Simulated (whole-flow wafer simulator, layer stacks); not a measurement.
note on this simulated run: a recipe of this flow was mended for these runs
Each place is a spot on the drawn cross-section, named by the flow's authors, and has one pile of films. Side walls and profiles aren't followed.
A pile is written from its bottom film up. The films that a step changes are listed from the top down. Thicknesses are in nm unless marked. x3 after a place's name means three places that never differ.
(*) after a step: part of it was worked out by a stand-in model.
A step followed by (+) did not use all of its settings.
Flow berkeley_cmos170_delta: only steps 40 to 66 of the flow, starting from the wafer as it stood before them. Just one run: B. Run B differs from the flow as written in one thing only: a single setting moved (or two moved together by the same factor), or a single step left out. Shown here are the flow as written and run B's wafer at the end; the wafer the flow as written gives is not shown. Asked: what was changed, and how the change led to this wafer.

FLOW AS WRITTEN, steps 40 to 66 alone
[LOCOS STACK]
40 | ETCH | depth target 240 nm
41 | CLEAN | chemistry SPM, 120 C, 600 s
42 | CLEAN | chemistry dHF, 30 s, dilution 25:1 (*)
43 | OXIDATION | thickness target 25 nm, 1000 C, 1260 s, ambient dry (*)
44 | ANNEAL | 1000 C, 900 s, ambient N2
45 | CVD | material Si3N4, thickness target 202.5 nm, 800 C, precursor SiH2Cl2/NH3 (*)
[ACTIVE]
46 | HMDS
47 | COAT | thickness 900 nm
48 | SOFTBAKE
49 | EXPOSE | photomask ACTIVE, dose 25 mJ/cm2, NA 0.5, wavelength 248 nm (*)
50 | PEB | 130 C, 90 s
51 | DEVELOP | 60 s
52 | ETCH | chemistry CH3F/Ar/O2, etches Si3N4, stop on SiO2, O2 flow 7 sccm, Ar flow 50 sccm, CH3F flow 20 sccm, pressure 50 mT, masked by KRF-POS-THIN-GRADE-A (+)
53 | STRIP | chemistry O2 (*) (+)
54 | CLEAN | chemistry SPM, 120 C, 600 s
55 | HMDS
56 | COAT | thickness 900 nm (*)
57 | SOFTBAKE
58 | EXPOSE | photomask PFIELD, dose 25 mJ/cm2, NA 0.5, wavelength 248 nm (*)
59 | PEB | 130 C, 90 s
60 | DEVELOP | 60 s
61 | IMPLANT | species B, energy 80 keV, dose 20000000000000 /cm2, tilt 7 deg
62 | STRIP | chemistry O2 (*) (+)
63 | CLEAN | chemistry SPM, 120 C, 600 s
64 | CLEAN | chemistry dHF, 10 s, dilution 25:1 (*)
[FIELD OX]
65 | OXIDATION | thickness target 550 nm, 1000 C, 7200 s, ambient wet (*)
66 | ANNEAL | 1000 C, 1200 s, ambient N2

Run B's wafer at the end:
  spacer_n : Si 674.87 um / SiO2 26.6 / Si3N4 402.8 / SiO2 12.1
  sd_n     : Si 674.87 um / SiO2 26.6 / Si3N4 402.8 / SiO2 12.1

Cause: step 45, CVD: thickness target 410.1 nm was run, while the flow as written has thickness target 202.5 nm.

The path from the change to this, step by step:
  45 | CVD | material Si3N4, thickness target 202.5 nm, 800 C, precursor SiH2Cl2/NH3 (*)
      field, sd_n, spacer_n and 6 more: +410.1 Si3N4 (new film) (in the flow as written it would be: +202.5 Si3N4 (new film))
  52 | ETCH | chemistry CH3F/Ar/O2, etches Si3N4, stop on SiO2, O2 flow 7 sccm, Ar flow 50 sccm, CH3F flow 20 sccm, pressure 50 mT, masked by KRF-POS-THIN-GRADE-A (+)
      sd_n, spacer_n, gate, sd_p, spacer_p, gate_p, contact, m1: -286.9 KrF-resist (in the flow as written it would be: -148.5 KrF-resist)
      field: -410.1 Si3N4 (all of it), -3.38 SiO2 (in the flow as written it would be: -202.5 Si3N4 (all of it), -3.38 SiO2)
  53 | STRIP | chemistry O2 (*) (+)
      sd_n, spacer_n, gate, sd_p, spacer_p, gate_p, contact, m1: -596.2 KrF-resist (all of it) (in the flow as written it would be: -734.6 KrF-resist (all of it))
  56 | COAT | thickness 900 nm (*)
      field: +1016 KrF-resist (new film) (in the flow as written it would be: +956.4 KrF-resist (new film))
      sd_n: +690 KrF-resist (new film) (in the flow as written it would be: +794.3 KrF-resist (new film))
      (also at 7 further places)
  60 | DEVELOP | 60 s
      field: -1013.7 KrF-resist (all of it) (in the flow as written it would be: -954.2 KrF-resist (all of it))
  62 | STRIP | chemistry O2 (*) (+)
      sd_n: -673.6 KrF-resist (all of it) (in the flow as written it would be: -777.7 KrF-resist (all of it))
      spacer_n: -738.2 KrF-resist (all of it) (in the flow as written it would be: -807.8 KrF-resist (all of it))
      (also at 6 further places)
  65 | OXIDATION | thickness target 550 nm, 1000 C, 7200 s, ambient wet (*)
      sd_n, sd_p: +12.1 SiO2 (new film), -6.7 Si3N4 (in the flow as written it would be: +12.1 SiO2 (new film), -6.7 Si3N4, +0.15 SiO2, -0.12 Si)
